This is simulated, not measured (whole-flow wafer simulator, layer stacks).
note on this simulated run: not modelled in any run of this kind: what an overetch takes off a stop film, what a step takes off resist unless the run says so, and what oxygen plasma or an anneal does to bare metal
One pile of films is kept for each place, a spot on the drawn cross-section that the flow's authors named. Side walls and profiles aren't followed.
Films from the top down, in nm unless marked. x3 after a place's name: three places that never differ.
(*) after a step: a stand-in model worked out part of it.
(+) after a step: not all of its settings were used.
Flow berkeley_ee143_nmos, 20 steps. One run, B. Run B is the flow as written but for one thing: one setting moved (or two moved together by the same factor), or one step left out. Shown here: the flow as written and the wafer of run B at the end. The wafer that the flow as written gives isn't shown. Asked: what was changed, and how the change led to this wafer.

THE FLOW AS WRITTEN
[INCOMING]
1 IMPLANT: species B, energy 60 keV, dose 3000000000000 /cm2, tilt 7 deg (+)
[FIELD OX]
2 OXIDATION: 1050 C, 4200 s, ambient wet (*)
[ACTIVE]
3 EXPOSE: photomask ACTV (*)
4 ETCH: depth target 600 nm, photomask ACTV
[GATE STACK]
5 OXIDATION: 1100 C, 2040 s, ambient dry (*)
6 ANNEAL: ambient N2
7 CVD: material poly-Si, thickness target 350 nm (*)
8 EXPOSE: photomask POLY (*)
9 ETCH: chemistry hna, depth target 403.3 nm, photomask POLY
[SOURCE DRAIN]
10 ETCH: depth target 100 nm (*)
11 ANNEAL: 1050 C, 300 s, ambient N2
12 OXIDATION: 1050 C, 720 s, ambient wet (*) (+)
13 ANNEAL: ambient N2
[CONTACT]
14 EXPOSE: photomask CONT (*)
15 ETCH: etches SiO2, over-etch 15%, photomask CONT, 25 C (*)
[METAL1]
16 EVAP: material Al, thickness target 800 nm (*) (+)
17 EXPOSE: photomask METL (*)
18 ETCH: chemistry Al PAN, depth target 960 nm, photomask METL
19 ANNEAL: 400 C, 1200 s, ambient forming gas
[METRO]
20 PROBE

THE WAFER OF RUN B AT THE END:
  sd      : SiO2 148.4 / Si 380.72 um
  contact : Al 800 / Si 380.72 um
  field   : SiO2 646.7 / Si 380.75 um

The cause: step 9, ETCH: depth target 319.8 nm was run, where the flow has depth target 403.3 nm.

How the change led to this, step by step:
  9 ETCH: chemistry hna, depth target 403.3 nm, photomask POLY
      sd, contact, field: poly-Si -319.8 (as written it would be: poly-Si -350 (all of it))
  10 ETCH: depth target 100 nm (*)
      sd, contact: nothing (as written it would be: SiO2 -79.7 (all of it))
      field: nothing (as written it would be: SiO2 -100)
  12 OXIDATION: 1050 C, 720 s, ambient wet (*) (+)
      sd, contact: poly-Si -30.2 (all of it), SiO2 +68.7 (as written it would be: SiO2 +189.4 (new film), Si -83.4)
      field: poly-Si -30.2 (all of it), SiO2 +68.7 (as written it would be: SiO2 +69.1, Si -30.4)
  15 ETCH: etches SiO2, over-etch 15%, photomask CONT, 25 C (*)
      contact: SiO2 -148.4 (all of it) (as written it would be: SiO2 -189.4 (all of it))
